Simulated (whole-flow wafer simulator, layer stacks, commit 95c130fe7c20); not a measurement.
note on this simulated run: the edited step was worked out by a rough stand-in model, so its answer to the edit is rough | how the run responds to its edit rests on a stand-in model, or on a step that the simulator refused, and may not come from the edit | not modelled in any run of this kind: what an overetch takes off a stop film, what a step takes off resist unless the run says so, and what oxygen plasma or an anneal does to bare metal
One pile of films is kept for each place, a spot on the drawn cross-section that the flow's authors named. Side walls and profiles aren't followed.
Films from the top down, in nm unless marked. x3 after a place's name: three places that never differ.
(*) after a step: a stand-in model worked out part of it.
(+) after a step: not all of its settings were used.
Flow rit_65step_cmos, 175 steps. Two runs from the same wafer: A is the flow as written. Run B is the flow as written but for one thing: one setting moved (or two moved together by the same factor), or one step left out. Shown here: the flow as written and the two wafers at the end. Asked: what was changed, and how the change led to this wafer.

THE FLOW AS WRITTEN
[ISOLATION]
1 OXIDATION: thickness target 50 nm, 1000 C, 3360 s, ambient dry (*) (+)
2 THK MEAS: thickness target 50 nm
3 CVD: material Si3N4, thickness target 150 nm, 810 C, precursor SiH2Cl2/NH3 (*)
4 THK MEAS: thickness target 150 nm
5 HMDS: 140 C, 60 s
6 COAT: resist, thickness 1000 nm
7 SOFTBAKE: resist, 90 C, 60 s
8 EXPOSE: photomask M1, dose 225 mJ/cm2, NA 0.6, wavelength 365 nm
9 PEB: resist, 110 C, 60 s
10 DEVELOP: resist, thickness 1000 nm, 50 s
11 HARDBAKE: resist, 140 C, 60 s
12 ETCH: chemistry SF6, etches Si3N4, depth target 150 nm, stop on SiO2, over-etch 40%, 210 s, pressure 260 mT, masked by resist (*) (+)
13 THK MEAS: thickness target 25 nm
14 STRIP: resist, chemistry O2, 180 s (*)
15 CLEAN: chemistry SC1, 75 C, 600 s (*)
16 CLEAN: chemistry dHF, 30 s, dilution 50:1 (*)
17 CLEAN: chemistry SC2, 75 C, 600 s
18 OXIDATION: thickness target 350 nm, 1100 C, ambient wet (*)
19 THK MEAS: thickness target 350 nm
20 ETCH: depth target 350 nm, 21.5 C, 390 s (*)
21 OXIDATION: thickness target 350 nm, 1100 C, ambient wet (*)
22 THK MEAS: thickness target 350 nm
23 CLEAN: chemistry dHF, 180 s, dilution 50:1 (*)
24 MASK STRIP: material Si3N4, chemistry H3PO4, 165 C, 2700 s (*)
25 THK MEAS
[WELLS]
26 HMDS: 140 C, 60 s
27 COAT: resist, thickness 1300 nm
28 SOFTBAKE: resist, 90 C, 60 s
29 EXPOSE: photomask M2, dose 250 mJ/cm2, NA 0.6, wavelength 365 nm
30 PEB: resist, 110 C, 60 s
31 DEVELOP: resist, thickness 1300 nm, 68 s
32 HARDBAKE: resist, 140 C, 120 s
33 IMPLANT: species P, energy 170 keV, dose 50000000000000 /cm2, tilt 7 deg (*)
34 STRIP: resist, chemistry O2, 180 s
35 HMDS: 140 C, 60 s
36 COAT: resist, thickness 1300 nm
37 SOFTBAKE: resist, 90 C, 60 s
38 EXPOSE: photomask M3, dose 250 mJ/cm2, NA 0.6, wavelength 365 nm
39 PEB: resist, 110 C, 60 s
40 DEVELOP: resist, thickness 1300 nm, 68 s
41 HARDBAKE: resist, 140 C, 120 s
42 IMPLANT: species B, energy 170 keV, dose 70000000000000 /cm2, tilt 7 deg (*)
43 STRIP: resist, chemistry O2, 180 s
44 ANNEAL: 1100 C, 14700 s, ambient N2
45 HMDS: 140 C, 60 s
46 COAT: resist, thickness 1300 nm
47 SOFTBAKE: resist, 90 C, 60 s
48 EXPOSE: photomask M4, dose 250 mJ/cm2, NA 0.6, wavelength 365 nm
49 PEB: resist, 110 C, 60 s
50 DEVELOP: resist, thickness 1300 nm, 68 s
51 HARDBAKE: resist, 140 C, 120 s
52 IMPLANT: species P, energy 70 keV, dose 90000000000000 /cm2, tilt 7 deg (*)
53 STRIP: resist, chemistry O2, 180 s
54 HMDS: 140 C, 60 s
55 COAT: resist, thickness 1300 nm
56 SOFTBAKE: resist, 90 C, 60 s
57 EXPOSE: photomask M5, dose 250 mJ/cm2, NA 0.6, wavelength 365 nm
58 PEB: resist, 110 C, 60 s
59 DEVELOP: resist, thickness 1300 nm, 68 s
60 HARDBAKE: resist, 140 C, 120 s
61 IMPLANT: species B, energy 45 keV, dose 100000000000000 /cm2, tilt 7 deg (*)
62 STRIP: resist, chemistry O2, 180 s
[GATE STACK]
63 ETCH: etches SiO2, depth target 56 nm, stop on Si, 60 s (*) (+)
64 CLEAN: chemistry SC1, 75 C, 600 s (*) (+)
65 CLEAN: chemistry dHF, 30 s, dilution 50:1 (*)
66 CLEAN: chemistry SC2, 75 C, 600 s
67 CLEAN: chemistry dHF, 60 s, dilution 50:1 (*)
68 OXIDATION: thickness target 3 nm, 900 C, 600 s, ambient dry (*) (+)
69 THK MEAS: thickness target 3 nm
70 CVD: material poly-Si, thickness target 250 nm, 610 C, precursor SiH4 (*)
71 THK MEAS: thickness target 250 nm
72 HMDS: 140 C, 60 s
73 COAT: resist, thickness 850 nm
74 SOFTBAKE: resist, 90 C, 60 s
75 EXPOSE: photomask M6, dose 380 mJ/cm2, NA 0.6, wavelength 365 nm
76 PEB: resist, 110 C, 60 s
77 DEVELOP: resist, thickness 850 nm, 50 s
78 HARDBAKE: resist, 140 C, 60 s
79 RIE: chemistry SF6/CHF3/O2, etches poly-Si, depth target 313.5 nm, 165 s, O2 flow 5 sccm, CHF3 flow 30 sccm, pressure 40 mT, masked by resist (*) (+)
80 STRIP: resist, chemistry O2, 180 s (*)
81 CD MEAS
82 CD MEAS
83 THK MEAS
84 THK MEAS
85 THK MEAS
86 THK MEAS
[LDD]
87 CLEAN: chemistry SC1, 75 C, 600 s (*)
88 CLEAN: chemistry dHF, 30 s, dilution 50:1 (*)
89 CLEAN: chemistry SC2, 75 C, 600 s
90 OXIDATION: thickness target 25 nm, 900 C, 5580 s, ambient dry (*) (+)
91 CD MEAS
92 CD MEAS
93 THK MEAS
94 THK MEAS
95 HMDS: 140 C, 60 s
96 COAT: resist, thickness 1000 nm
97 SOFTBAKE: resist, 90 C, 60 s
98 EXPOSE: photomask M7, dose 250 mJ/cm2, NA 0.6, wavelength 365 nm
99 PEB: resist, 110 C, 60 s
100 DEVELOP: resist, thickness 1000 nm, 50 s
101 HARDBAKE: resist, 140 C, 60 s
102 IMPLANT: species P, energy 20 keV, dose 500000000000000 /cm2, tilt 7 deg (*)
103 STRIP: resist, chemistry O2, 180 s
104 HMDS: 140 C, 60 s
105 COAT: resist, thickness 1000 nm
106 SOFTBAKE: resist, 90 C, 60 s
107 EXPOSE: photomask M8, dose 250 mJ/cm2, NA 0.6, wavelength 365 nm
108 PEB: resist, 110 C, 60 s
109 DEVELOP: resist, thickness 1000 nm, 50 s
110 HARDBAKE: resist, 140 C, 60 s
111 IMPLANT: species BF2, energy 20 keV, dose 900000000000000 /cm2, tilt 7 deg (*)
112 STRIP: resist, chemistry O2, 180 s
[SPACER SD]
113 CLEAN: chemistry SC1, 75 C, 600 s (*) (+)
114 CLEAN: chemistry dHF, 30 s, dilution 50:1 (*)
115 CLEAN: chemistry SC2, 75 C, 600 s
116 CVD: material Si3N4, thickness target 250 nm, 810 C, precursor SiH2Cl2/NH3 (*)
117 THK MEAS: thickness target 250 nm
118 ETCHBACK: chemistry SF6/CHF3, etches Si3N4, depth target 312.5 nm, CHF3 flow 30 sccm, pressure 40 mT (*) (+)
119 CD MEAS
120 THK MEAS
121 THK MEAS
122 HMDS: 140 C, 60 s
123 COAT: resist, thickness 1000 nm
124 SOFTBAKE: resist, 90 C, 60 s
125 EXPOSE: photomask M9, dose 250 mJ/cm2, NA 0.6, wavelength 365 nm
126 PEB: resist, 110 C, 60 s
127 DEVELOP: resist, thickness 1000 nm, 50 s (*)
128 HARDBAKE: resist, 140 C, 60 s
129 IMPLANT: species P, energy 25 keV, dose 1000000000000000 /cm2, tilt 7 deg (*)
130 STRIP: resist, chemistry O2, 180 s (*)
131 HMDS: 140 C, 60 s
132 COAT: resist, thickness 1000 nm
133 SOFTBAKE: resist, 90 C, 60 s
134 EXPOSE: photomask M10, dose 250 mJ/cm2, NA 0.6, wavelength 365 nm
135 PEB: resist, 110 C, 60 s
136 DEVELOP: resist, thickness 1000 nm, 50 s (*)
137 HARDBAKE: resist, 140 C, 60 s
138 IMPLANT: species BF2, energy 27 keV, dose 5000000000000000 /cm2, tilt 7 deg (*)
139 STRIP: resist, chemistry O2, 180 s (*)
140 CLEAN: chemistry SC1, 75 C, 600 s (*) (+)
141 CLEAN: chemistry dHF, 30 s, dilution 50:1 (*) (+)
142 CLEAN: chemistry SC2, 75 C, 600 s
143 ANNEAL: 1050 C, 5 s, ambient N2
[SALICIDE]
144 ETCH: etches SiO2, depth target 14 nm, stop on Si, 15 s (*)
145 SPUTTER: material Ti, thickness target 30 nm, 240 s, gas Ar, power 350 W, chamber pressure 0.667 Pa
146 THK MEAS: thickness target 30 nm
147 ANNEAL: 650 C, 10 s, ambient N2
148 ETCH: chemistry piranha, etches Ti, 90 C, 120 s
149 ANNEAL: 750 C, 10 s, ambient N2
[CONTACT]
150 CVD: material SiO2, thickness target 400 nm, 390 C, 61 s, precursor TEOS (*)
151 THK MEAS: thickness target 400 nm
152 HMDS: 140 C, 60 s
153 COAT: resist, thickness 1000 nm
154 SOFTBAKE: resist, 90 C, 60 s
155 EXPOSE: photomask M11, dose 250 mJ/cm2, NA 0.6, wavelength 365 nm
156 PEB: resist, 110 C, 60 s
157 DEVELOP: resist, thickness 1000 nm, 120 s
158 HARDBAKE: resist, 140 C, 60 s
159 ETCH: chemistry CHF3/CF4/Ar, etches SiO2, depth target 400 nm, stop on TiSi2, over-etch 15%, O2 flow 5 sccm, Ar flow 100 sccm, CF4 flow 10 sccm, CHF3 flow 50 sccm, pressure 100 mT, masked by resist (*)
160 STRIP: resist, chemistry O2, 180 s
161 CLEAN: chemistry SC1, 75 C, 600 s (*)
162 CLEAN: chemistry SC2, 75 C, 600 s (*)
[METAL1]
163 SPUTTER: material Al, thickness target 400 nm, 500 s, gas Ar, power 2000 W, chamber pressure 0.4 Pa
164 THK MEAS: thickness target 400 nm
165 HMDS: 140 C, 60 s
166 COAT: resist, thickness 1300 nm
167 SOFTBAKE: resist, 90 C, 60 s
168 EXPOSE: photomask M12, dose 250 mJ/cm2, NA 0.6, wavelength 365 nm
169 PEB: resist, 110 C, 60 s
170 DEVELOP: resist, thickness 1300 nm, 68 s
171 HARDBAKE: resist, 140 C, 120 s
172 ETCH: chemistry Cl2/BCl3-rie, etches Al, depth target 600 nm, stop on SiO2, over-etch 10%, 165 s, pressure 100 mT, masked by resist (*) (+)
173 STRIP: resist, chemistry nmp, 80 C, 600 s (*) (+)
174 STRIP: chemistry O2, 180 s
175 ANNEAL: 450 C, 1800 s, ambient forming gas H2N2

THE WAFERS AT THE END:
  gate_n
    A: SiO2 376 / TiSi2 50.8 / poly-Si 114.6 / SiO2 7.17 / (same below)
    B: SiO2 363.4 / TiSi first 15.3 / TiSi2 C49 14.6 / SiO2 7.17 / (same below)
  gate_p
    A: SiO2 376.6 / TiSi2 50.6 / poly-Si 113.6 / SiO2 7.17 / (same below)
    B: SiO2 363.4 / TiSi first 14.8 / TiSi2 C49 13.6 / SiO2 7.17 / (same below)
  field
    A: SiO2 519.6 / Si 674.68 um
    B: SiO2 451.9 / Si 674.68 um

The cause: step 116, CVD: thickness target 162 nm was run, where the flow has thickness target 250 nm.

How the change led to this, step by step:
  116 CVD: material Si3N4, thickness target 250 nm, 810 C, precursor SiH2Cl2/NH3 (*)
      field, field_pw, field_nw and 11 more: A Si3N4 +250 (new film) | B Si3N4 +162 (new film)
  118 ETCHBACK: chemistry SF6/CHF3, etches Si3N4, depth target 312.5 nm, CHF3 flow 30 sccm, pressure 40 mT (*) (+)
      field, field_pw, field_nw, field_p: A Si3N4 -250 (all of it), SiO2 -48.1 | B Si3N4 -162 (all of it), SiO2 -115.8
      gate_n: A Si3N4 -250 (all of it), SiO2 -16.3 (all of it), poly-Si -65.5 | B Si3N4 -162 (all of it), SiO2 -16.3 (all of it), poly-Si -205.2
      (and at 1 more place)
  123 COAT: resist, thickness 1000 nm
      field: A resist +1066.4 (new film) | B resist +1110.9 (new film)
      field_pw: A resist +1044.8 (new film) | B resist +1076.4 (new film)
      (and at 4 more places)
  126 PEB: resist, 110 C, 60 s
      field: A resist -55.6 | B resist -58
      field_pw: A resist -54.3 | B resist -56.1
      (and at 4 more places)
  127 DEVELOP: resist, thickness 1000 nm, 50 s (*)
      field: A resist -1010.9 (all of it) | B resist -1052.9 (all of it)
      gate_n: A resist -791.9 (all of it) | B resist -892.8 (all of it)
  128 HARDBAKE: resist, 140 C, 60 s
      field_pw: A resist -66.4 | B resist -69
      field_nw: A resist -67.1 | B resist -69.4
      (and at 2 more places)
  130 STRIP: resist, chemistry O2, 180 s (*)
      field_pw: A resist -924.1 (all of it) | B resist -951.4 (all of it)
      field_nw: A resist -928.7 (all of it) | B resist -956.3 (all of it)
      (and at 2 more places)
  132 COAT: resist, thickness 1000 nm
      field: A resist +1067 (new film) | B resist +1111.6 (new film)
      field_pw: A resist +1045.2 (new film) | B resist +1076.9 (new film)
      (and at 4 more places)
  135 PEB: resist, 110 C, 60 s
      field: A resist -55.6 | B resist -58
      field_pw: A resist -54.3 | B resist -56.1
      (and at 4 more places)
  136 DEVELOP: resist, thickness 1000 nm, 50 s (*)
      field_p: A resist -1018 (all of it) | B resist -1059.8 (all of it)
      gate_p: A resist -792.8 (all of it) | B resist -893.7 (all of it)
  137 HARDBAKE: resist, 140 C, 60 s
      field: A resist -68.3 | B resist -71.5
      field_pw: A resist -66.4 | B resist -69
      (and at 2 more places)
  139 STRIP: resist, chemistry O2, 180 s (*)
      field: A resist -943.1 (all of it) | B resist -982.1 (all of it)
      field_pw: A resist -924.5 (all of it) | B resist -951.7 (all of it)
      (and at 2 more places)
  145 SPUTTER: material Ti, thickness target 30 nm, 240 s, gas Ar, power 350 W, chamber pressure 0.667 Pa
      gate_n: A Ti +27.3 (new film) | B Ti +30 (new film)
      gate_p: A Ti +27.2 (new film) | B Ti +30 (new film)
  147 ANNEAL: 650 C, 10 s, ambient N2
      gate_n: A Ti -21.3, TiSi first +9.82 (new film), TiSi2 C49 +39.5 (new film), poly-Si -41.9 | B Ti -14.8, TiSi first +15.4 (new film), TiSi2 C49 +14.6 (new film), poly-Si -23.4 (all of it)
      gate_p: A Ti -21.2, TiSi first +9.56 (new film), TiSi2 C49 +39.6 (new film), poly-Si -41.9 | B Ti -14.1, TiSi first +14.9 (new film), TiSi2 C49 +13.6 (new film), poly-Si -22.1 (all of it)
  148 ETCH: chemistry piranha, etches Ti, 90 C, 120 s
      gate_n: A Ti -6 (all of it), TiSi first -0.1 | B Ti -15.2 (all of it), TiSi first -0.1
      gate_p: A Ti -5.97 (all of it), TiSi first -0.1 | B Ti -15.9 (all of it), TiSi first -0.09
  149 ANNEAL: 750 C, 10 s, ambient N2
      gate_n: A TiSi2 +50.8 (new film), TiSi first -9.72 (all of it), TiSi2 C49 -39.5 (all of it), poly-Si -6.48 | B nothing
      gate_p: A TiSi2 +50.6 (new film), TiSi first -9.46 (all of it), TiSi2 C49 -39.6 (all of it), poly-Si -6.31 | B nothing
  ... 7 more steps ...
  170 DEVELOP: resist, thickness 1300 nm, 68 s
      field: A resist -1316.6 (all of it) | B resist -1364.1 (all of it)
      field_pw: A resist -1285.5 (all of it) | B resist -1317.8 (all of it)
      (and at 4 more places)
